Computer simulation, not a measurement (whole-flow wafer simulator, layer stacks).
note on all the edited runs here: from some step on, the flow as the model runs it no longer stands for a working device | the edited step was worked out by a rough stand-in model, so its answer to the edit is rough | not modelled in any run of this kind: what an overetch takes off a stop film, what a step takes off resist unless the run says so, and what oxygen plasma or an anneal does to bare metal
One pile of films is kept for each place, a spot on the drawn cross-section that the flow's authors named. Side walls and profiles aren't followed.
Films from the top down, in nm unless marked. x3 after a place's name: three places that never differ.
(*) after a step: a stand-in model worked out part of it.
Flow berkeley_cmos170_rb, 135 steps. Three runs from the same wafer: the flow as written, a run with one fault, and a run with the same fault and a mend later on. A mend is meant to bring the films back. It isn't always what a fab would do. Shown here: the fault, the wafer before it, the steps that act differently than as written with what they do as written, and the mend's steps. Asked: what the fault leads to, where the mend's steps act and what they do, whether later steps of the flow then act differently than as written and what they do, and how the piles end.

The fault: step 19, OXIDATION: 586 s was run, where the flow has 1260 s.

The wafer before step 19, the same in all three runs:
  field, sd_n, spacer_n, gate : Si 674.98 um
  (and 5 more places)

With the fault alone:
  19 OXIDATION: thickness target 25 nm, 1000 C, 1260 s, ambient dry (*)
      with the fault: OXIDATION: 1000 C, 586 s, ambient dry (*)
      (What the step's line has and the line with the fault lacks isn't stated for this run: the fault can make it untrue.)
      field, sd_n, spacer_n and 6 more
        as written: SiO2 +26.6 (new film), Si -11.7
        with the fault: SiO2 +17.7 (new film), Si -7.77
  Later steps of the flow that act differently than as written:
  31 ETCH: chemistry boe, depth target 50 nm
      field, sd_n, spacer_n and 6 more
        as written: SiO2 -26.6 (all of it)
        with the fault: SiO2 -17.7 (all of it)
  At the end the piles differ from the flow's only slightly at the places that both follow, by at most 2% or 0.5 nm, whichever is larger.

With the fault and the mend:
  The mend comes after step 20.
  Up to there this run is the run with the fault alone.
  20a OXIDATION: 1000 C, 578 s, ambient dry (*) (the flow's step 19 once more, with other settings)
      field, sd_n, spacer_n and 6 more
        SiO2 +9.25, Si -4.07
  No later step of the flow acts differently than as written, at any place that is followed, by more than 2% or 0.5 nm, whichever is larger.
  At the end the piles differ from the flow's only slightly at the places that both follow, by at most 2% or 0.5 nm, whichever is larger.
